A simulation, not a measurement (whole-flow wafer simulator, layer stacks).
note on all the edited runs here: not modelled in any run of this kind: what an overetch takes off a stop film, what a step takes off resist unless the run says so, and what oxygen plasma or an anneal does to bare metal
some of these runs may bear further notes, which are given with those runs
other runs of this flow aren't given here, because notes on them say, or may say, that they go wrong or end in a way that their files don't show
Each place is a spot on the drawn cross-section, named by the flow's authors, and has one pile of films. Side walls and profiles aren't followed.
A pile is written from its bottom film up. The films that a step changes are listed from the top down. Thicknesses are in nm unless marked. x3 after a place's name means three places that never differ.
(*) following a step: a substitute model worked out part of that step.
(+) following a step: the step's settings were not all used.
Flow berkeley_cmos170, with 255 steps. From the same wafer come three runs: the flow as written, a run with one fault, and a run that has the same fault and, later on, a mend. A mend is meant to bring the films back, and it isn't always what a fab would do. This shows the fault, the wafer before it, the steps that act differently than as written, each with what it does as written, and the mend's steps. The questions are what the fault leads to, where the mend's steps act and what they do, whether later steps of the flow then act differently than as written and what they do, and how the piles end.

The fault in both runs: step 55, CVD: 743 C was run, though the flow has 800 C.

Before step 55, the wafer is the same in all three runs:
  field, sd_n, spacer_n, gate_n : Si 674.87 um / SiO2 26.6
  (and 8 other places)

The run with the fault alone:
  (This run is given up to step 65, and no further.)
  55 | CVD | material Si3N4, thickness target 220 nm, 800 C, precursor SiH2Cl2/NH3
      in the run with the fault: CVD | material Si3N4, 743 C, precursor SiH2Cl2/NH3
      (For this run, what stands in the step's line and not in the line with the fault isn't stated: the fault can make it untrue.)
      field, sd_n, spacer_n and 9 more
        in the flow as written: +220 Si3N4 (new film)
        in the run with the fault: +100.4 Si3N4 (new film)
  Later steps of the flow acting differently than as written:
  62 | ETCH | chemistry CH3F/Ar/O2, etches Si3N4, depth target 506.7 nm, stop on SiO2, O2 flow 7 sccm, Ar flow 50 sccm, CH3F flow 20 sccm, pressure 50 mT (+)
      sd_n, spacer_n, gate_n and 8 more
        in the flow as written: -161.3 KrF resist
        in the run with the fault: -81.6 KrF resist
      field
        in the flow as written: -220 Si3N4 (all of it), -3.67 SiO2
        in the run with the fault: -100.4 Si3N4 (all of it), -3.67 SiO2
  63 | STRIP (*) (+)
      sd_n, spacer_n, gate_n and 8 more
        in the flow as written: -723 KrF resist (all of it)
        in the run with the fault: -802.8 KrF resist (all of it)
  Once step 65 is done, the piles at sd_n, spacer_n, gate_n and 8 more depart from the flow's by more than 2% or 0.5 nm, whichever is larger.
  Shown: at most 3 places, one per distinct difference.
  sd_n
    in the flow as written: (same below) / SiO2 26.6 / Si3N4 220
    in the run with the fault: (same below) / SiO2 26.6 / Si3N4 100.4

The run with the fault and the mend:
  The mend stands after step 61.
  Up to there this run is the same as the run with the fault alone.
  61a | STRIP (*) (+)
      sd_n, spacer_n, gate_n and 8 more
        -884.4 KrF resist (all of it)
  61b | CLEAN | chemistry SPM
      does not change any film at any place that is followed
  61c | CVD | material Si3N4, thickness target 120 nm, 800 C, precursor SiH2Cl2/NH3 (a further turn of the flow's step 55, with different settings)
      field, sd_n, spacer_n and 9 more
        +120 Si3N4
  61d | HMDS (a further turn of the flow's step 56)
      does not change any film at any place that is followed
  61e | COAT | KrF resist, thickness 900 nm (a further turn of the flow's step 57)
      field, sd_n, spacer_n and 9 more
        +900 KrF resist (new film)
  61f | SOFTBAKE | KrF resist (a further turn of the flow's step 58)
      does not change any film at any place that is followed
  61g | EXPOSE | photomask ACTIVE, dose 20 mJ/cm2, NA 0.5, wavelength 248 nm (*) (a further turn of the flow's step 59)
      does not change any film at any place that is followed
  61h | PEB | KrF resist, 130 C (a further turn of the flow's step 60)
      field, sd_n, spacer_n and 9 more
        -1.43 KrF resist
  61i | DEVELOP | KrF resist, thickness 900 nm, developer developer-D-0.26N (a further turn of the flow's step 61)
      sd_n, spacer_n, gate_n and 8 more
        -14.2 KrF resist
      field
        -898.6 KrF resist (all of it)
  None of the later steps of the flow differs from how it acts as written, at any place that is followed, by more than 2% or 0.5 nm, whichever is larger.
  At the end the piles are close to the flow's at the places that both follow, differing by at most 2% or 0.5 nm, whichever is larger.
